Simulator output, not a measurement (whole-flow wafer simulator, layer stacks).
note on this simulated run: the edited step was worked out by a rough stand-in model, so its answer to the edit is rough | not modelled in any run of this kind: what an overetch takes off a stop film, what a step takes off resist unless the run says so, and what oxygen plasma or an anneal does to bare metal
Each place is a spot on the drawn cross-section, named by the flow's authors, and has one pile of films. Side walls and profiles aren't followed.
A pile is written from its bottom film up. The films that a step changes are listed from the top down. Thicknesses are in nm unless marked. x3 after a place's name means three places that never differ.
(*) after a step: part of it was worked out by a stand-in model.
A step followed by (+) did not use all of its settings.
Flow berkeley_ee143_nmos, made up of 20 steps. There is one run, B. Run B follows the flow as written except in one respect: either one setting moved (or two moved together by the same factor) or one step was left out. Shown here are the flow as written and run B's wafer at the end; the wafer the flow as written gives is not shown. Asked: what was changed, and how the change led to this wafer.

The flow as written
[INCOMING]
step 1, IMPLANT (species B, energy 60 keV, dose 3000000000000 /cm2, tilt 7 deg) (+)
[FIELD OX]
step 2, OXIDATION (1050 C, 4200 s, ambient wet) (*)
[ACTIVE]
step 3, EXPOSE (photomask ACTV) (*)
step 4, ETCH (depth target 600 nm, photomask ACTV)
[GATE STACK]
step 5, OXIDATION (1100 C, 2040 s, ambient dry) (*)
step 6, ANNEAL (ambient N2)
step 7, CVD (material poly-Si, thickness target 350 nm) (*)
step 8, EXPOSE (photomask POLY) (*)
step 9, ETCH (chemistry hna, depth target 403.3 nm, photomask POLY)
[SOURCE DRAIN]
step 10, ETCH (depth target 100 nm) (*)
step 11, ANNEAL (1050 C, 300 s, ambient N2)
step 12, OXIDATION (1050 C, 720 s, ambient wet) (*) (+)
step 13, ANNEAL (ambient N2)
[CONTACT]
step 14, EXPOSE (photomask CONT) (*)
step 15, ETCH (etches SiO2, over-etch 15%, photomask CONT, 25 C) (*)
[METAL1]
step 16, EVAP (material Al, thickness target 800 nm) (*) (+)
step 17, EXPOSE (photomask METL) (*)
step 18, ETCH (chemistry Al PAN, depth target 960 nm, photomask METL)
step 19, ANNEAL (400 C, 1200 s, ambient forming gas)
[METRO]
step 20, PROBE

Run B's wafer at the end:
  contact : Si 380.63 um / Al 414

What caused this: step 16, EVAP: thickness target 414 nm was run, while the flow as written has thickness target 800 nm.
One can read it off the wafer: contact has Al 414, and step 16 as written asks for 800 nm.

Step by step, how the change led to this:
  step 16, EVAP (material Al, thickness target 800 nm) (*) (+)
      gate, sd, contact, field: Al gains 414 (new film) (in the flow as written it would be: Al gains 800 (new film))
  step 18, ETCH (chemistry Al PAN, depth target 960 nm, photomask METL)
      gate, sd, field: Al loses 414 (all of it) (in the flow as written it would be: Al loses 800 (all of it))
